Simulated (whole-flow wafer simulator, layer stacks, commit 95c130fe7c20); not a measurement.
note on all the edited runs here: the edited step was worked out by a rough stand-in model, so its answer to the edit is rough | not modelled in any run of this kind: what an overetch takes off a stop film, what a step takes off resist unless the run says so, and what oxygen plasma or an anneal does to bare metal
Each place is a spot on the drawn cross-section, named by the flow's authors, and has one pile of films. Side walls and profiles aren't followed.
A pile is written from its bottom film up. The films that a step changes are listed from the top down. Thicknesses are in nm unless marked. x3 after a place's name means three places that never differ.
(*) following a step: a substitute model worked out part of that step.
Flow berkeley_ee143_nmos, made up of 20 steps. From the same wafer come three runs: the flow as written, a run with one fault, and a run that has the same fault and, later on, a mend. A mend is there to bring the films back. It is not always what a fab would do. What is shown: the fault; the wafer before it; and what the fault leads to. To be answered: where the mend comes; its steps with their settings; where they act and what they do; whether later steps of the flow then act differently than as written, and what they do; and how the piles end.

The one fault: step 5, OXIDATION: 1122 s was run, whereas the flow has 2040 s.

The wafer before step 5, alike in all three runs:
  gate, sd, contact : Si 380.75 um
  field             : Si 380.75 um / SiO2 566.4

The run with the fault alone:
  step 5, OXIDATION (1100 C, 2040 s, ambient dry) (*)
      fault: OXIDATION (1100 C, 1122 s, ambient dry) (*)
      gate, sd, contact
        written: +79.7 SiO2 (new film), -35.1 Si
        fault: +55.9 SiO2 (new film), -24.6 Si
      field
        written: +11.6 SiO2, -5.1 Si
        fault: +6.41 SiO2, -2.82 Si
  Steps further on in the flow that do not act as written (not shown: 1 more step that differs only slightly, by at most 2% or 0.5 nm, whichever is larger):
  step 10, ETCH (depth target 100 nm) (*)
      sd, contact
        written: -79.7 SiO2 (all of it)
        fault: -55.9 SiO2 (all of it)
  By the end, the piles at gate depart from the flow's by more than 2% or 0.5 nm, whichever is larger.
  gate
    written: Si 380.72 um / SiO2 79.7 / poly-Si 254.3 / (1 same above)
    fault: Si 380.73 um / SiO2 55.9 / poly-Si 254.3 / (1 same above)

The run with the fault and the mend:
  After step 5 comes the mend.
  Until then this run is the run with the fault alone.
  step 5a, OXIDATION (1100 C, 918 s, ambient dry) (*) (the flow's step 5 again, with other settings)
      gate, sd, contact
        +23.9 SiO2, -10.5 Si
      field
        +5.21 SiO2, -2.29 Si
  None of the later steps of the flow differs from how it acts as written, at any place that is followed, by more than 2% or 0.5 nm, whichever is larger.
  At the end the piles are close to the flow's at the places that both follow, differing by at most 2% or 0.5 nm, whichever is larger.
